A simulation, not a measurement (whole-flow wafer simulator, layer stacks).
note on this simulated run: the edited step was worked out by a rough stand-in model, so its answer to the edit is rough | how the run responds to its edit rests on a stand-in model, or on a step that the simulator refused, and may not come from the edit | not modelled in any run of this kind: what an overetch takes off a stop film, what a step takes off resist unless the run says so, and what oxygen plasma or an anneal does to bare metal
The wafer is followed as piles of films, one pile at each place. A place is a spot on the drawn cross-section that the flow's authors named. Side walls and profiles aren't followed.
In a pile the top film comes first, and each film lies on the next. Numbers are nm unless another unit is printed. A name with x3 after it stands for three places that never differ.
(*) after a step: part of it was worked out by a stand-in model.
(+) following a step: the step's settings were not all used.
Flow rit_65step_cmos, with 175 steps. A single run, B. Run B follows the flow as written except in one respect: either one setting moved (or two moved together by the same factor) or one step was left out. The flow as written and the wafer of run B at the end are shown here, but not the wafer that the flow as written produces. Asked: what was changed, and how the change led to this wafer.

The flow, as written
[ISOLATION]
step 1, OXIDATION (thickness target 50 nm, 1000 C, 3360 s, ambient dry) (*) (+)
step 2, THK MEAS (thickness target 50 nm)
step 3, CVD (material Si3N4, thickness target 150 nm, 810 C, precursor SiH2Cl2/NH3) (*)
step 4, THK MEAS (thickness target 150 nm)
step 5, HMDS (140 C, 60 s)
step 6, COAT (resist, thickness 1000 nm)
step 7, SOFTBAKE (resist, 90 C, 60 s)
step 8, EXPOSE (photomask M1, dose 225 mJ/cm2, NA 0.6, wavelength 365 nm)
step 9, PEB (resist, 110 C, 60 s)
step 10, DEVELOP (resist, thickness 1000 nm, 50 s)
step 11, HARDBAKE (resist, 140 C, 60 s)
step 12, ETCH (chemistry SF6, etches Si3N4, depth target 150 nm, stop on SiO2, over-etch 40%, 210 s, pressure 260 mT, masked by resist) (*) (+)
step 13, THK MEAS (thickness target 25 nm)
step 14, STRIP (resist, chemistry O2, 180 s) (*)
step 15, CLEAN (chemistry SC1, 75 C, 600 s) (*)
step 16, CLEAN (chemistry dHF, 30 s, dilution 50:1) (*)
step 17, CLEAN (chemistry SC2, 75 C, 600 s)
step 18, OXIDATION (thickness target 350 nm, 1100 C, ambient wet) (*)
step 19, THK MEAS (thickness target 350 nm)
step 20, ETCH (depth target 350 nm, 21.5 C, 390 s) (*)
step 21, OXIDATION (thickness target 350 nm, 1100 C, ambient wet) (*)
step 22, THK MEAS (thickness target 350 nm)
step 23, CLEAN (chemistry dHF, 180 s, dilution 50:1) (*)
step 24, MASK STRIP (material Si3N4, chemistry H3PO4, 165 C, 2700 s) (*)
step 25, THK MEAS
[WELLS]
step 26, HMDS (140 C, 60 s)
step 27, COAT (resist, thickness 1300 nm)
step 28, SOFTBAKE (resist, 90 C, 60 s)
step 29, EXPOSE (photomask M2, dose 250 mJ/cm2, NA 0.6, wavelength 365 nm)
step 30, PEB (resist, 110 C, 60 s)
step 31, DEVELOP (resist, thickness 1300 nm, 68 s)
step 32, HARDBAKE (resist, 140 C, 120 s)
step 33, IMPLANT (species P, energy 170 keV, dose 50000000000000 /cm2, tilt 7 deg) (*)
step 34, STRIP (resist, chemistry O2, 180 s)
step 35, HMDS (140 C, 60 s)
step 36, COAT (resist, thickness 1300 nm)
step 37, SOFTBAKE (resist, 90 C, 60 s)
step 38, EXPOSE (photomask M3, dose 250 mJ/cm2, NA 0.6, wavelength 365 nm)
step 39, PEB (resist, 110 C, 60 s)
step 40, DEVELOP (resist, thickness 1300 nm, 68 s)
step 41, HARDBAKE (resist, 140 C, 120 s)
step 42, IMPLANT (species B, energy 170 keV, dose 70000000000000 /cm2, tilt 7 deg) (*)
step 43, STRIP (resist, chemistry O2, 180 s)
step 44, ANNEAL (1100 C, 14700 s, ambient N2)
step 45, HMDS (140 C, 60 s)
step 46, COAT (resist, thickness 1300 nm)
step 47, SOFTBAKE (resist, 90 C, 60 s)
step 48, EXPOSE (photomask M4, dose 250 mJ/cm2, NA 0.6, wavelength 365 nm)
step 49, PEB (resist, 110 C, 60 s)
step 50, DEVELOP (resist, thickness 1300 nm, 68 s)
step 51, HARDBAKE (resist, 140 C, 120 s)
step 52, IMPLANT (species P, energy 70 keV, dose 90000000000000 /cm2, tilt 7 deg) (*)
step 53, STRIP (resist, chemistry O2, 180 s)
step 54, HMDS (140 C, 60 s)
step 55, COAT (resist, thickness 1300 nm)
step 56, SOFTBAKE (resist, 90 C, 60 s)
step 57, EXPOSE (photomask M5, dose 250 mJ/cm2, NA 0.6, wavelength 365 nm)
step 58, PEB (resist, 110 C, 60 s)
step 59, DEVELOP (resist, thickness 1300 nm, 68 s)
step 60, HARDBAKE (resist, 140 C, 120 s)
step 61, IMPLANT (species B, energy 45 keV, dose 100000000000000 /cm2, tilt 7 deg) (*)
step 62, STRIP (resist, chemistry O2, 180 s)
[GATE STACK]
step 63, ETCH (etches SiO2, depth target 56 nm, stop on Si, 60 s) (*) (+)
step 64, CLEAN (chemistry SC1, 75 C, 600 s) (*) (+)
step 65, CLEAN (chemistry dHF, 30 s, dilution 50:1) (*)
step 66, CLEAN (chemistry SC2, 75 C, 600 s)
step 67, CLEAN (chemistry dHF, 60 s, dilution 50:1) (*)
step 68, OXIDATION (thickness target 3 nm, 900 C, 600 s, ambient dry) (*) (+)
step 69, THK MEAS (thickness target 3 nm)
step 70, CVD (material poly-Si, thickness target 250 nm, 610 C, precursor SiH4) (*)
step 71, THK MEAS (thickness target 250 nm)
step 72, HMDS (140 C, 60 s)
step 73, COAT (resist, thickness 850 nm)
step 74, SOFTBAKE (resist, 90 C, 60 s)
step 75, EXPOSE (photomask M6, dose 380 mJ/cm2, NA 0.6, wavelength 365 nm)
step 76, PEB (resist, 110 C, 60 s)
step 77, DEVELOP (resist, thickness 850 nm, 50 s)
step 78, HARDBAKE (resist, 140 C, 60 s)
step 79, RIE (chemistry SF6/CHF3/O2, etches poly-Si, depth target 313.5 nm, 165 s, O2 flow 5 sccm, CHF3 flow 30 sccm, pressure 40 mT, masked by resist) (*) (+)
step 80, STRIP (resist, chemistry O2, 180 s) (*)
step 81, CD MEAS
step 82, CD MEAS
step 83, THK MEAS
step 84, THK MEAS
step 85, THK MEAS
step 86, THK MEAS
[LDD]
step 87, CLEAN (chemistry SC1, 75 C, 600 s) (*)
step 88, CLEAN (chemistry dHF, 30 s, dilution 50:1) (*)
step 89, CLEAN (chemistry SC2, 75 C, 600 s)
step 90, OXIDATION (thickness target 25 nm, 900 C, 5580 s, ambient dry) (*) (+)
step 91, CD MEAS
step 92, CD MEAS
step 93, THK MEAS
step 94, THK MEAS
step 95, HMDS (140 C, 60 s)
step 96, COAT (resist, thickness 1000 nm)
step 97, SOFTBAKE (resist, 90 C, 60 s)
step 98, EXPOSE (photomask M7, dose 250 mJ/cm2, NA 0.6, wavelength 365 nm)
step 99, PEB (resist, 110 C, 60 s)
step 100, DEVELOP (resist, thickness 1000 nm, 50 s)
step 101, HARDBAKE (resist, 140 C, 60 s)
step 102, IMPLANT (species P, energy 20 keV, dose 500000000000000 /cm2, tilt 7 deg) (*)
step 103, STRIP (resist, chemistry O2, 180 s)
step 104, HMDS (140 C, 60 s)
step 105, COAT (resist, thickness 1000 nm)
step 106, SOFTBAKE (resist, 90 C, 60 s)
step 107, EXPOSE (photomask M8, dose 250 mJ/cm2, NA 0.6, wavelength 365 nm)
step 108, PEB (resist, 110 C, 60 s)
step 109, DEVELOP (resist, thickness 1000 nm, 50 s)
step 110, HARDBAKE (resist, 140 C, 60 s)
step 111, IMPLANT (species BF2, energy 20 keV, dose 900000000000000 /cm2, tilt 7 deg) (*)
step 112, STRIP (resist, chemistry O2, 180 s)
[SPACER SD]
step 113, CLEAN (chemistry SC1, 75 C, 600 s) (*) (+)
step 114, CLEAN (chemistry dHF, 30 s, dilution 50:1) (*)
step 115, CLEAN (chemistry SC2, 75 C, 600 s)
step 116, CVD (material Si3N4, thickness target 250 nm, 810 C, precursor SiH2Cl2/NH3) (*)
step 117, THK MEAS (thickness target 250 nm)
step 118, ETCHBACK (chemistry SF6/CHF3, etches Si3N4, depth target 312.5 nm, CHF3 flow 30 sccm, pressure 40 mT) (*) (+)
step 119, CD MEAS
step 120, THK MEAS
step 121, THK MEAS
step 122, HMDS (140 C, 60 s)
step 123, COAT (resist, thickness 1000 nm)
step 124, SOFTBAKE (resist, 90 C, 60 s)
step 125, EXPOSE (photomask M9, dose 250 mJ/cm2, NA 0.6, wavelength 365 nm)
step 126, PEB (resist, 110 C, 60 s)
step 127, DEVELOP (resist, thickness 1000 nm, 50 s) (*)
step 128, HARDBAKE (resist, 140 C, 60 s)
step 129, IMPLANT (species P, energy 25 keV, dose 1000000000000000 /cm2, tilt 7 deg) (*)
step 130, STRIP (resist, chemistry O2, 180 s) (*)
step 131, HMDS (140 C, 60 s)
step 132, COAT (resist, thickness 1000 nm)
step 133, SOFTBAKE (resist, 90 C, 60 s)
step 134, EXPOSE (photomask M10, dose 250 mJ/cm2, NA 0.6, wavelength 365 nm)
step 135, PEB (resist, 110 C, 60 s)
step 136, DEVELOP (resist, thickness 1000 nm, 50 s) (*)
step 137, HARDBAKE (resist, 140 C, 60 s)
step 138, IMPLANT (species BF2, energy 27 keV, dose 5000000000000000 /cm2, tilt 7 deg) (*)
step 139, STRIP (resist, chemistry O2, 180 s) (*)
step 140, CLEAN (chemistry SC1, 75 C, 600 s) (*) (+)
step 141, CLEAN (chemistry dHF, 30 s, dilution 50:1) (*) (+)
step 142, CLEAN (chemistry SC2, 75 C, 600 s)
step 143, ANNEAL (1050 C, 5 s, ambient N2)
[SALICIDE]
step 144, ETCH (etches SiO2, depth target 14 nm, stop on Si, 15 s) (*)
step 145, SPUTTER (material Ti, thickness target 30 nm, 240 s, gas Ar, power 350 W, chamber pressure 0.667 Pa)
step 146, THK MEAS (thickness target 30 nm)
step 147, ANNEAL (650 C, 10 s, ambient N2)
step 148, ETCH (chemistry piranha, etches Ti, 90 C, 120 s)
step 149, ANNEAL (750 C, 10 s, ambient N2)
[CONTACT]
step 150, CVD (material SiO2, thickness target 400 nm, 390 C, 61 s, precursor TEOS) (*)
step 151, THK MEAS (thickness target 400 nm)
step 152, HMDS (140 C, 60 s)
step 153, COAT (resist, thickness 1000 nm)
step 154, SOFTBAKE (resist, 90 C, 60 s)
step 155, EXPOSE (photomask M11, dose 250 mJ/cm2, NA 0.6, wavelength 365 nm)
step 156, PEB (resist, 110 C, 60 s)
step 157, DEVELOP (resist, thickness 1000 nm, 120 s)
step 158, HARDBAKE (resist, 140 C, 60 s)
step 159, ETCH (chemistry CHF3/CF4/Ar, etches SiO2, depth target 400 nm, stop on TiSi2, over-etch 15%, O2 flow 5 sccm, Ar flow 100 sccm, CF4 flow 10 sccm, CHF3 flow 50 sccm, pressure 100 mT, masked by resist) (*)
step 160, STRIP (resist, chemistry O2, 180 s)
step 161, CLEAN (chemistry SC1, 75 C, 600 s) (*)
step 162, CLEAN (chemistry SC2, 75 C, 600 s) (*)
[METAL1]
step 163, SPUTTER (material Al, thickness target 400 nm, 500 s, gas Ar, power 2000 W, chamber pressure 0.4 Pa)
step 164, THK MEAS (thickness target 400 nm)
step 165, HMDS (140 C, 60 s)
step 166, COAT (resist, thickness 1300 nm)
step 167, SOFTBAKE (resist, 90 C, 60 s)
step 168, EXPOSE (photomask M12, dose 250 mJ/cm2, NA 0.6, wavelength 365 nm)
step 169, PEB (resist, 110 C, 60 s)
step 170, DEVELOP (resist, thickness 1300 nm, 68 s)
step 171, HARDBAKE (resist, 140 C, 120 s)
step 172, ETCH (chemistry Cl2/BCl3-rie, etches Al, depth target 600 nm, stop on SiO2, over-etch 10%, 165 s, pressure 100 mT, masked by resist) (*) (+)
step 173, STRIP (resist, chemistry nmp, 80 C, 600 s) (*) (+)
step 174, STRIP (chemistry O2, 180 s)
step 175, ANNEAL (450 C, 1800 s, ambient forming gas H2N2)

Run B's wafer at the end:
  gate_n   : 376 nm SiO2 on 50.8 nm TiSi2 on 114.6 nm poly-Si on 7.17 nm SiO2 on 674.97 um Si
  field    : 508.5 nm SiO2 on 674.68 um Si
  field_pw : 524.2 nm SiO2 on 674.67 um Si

Cause: step 63, ETCH: 72 s was run, while the flow as written has 60 s.

Step by step, how the change led to this:
  step 63, ETCH (etches SiO2, depth target 56 nm, stop on Si, 60 s) (*) (+)
      field, field_pw, field_nw, field_p: SiO2 loses 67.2 (it would be, as written: SiO2 loses 56)
